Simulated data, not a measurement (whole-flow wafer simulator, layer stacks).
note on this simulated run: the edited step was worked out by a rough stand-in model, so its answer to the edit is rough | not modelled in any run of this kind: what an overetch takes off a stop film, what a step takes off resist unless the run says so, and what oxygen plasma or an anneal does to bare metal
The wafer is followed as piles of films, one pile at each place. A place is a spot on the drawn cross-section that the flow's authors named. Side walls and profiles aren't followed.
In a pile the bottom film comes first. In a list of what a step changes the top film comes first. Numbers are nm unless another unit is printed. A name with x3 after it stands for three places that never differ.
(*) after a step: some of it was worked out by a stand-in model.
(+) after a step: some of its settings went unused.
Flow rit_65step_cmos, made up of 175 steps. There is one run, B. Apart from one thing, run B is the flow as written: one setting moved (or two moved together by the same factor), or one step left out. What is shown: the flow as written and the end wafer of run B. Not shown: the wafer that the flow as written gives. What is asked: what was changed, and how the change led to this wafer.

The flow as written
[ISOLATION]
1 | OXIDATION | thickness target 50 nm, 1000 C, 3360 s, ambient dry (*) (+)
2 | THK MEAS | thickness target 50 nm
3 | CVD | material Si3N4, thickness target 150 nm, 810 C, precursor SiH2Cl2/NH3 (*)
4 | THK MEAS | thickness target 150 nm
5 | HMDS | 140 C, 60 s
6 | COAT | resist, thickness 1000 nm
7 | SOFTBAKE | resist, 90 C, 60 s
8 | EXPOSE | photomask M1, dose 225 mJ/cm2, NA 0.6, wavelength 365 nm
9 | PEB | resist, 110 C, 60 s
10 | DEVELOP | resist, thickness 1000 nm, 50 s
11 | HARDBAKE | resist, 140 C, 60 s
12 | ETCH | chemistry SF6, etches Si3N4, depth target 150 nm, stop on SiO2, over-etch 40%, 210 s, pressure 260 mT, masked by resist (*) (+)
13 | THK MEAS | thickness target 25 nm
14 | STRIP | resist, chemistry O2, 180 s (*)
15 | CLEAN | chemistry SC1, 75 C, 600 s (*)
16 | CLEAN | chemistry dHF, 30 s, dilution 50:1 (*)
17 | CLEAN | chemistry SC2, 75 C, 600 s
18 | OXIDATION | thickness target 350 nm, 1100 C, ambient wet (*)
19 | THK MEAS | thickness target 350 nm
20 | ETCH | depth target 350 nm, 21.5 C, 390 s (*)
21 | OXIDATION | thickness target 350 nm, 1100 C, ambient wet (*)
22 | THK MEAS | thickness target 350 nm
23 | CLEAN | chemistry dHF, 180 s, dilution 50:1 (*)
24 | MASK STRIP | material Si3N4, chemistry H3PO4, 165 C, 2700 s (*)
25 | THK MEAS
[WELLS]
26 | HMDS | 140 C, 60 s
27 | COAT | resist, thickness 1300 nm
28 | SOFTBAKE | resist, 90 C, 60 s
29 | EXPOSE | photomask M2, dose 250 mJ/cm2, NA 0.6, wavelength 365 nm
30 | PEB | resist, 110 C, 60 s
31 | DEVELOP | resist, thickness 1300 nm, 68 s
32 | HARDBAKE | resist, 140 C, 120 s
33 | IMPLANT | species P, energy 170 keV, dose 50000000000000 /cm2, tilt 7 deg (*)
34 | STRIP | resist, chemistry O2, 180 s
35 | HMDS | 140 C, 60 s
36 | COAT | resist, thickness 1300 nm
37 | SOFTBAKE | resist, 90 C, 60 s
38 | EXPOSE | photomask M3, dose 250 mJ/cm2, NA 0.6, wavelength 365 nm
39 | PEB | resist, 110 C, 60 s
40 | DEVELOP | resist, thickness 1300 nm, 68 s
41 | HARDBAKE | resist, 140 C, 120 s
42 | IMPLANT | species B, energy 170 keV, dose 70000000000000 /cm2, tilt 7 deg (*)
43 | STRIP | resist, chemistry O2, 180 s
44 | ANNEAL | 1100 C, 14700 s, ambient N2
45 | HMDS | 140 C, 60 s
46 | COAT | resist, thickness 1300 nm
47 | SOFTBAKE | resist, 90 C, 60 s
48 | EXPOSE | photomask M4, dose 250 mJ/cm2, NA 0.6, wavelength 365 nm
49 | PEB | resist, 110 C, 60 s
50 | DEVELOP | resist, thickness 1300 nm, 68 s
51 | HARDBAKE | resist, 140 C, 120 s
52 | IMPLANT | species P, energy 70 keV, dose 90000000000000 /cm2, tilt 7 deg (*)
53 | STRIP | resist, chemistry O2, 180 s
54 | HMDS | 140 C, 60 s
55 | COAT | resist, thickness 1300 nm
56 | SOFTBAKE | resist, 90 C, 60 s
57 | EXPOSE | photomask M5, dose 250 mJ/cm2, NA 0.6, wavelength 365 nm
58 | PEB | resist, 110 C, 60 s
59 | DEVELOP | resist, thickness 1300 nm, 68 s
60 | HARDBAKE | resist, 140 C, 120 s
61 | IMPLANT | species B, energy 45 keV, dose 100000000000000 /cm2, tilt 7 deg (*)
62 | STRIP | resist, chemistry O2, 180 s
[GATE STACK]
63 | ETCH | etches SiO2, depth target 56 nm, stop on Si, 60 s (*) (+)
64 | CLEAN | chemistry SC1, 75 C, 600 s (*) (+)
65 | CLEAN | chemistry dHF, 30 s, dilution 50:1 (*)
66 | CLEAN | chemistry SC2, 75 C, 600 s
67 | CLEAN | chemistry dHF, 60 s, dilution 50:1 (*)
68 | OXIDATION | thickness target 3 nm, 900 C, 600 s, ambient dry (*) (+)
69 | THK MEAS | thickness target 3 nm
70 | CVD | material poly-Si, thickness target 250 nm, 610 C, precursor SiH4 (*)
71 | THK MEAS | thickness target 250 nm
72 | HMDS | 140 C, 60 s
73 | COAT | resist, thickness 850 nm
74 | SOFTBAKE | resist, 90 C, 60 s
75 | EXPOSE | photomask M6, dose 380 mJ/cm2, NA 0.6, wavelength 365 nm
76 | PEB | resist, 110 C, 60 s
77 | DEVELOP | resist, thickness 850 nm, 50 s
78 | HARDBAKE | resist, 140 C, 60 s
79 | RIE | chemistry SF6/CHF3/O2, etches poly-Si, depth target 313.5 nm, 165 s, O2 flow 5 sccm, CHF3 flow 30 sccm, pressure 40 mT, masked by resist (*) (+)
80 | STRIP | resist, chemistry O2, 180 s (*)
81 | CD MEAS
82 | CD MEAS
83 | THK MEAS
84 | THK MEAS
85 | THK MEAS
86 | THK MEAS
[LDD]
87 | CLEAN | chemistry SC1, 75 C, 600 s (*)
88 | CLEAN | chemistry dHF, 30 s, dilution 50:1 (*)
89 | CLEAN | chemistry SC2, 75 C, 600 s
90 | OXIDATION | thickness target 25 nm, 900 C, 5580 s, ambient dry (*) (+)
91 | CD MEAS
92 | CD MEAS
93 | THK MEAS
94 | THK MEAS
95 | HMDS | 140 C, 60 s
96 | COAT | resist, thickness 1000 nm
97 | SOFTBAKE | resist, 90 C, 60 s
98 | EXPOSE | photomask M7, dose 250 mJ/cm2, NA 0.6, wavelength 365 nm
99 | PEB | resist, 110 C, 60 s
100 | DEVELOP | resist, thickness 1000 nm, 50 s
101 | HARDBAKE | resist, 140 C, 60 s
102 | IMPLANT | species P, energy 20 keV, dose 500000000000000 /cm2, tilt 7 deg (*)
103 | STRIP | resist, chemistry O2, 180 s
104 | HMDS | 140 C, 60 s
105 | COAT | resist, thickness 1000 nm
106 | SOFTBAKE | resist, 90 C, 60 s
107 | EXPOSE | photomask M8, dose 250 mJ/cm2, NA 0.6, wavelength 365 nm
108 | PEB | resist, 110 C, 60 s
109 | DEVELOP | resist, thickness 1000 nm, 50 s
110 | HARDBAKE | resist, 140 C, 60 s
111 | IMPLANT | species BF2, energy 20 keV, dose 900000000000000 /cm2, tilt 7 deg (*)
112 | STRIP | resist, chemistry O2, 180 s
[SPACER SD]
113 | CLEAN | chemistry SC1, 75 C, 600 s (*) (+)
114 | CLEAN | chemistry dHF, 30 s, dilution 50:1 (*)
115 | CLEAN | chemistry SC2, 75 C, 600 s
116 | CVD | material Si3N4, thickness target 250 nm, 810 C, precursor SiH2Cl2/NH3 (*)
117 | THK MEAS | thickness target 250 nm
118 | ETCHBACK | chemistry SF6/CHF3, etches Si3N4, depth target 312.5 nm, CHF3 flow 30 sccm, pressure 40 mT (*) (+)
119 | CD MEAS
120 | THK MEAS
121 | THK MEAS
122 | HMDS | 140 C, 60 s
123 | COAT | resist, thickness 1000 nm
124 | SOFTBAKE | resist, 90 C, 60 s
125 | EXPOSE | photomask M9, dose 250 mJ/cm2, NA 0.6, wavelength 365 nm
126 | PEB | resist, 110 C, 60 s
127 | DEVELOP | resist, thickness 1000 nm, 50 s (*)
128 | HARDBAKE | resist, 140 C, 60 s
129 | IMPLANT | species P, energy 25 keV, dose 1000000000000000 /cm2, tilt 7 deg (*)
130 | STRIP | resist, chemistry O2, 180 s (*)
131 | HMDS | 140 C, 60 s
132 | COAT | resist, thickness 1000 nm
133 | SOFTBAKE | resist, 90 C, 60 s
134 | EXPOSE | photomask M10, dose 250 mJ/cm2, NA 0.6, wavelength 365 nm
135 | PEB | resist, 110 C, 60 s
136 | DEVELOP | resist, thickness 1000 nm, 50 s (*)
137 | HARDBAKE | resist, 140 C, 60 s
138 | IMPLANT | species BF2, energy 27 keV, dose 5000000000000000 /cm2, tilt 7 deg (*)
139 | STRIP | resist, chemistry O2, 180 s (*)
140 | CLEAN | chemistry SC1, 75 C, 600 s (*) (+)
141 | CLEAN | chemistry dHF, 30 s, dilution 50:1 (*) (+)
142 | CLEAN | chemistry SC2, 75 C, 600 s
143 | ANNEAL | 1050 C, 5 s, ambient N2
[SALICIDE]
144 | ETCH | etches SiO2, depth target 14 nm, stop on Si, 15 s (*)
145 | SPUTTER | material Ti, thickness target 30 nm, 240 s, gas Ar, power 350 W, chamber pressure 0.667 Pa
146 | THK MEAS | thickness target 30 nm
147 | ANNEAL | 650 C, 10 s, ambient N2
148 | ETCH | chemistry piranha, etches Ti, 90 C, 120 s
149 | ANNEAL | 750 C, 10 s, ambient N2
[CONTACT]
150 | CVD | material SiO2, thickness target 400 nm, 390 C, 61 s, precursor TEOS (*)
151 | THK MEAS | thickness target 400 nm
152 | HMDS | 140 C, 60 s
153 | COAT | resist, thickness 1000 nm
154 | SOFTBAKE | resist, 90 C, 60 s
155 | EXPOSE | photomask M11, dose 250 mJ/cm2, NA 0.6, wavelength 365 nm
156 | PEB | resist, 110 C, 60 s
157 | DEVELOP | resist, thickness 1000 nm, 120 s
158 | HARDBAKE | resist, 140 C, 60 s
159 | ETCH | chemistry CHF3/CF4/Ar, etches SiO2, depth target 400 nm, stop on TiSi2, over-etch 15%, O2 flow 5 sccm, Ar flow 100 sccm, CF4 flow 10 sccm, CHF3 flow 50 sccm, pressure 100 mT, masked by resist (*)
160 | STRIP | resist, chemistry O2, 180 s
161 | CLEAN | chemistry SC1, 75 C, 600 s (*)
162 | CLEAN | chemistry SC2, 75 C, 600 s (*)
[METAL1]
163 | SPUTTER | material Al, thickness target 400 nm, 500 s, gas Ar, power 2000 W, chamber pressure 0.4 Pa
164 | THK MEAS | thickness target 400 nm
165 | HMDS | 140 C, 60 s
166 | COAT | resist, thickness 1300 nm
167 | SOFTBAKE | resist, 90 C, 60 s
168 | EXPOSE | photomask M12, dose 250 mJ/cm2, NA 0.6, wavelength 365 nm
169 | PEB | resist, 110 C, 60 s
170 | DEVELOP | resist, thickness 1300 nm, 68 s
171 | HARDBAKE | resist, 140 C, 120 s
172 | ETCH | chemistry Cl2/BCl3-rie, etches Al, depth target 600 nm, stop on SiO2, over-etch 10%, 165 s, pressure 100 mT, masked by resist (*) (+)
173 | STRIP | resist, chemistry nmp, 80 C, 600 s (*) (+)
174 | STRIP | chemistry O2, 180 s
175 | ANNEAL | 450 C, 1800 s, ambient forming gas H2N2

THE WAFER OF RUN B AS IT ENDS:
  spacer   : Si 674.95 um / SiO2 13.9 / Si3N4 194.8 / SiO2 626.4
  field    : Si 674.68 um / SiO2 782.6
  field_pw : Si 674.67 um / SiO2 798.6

Cause: step 150, CVD: thickness target 663 nm was run, though the flow has thickness target 400 nm; step 150, CVD: 101 s was run, where the flow has 61 s.

Step by step, how the change led to this:
  150 | CVD | material SiO2, thickness target 400 nm, 390 C, 61 s, precursor TEOS (*)
      field, field_pw, field_nw, field_p: +663 SiO2 (it would be, as written: +400 SiO2)
      spacer, spacer_p: +663 SiO2 (new film) (it would be, as written: +400 SiO2 (new film))
      (and at 2 other places as well)
